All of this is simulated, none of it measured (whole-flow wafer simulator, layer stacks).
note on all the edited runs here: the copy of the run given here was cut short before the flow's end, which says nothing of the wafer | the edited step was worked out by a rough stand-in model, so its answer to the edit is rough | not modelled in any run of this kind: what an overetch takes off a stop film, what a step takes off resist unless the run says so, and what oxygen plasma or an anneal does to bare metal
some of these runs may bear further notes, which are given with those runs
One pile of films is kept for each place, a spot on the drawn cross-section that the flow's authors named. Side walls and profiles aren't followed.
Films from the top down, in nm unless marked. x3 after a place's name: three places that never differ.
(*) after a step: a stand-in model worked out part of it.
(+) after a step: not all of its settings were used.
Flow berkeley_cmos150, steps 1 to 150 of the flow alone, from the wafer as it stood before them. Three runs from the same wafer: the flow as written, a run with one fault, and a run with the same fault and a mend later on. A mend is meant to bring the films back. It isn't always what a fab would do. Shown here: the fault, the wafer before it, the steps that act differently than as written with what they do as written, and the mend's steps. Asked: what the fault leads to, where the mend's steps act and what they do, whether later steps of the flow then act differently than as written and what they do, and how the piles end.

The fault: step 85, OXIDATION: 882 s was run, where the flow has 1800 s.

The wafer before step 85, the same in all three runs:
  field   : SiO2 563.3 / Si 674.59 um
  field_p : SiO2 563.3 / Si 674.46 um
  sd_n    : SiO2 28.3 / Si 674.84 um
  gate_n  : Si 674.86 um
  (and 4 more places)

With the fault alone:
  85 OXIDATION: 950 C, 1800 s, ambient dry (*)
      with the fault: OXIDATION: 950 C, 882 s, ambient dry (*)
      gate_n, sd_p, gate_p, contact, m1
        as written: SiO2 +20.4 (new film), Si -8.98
        with the fault: SiO2 +13.2 (new film), Si -5.81
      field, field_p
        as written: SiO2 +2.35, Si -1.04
        with the fault: SiO2 +1.15, Si -0.51
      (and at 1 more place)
  Later steps of the flow that act differently than as written (22 more steps differ only slightly, by at most 2% or 0.5 nm, whichever is larger, and aren't shown):
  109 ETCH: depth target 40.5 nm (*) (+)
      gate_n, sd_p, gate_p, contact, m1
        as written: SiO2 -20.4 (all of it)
        with the fault: SiO2 -13.2 (all of it)
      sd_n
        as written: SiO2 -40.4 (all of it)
        with the fault: SiO2 -34.9 (all of it)
  At the end the piles differ from the flow's only slightly at the places that both follow, by at most 2% or 0.5 nm, whichever is larger.

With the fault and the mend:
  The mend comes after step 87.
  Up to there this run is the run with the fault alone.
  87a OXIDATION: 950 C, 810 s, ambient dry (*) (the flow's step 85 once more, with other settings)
      gate_n, sd_p, gate_p, contact, m1
        SiO2 +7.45, Si -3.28
      field, field_p
        SiO2 +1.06, Si -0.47
      sd_n
        SiO2 +5.2, Si -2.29
  No later step of the flow acts differently than as written, at any place that is followed, by more than 2% or 0.5 nm, whichever is larger.
  At the end the piles differ from the flow's only slightly at the places that both follow, by at most 2% or 0.5 nm, whichever is larger.
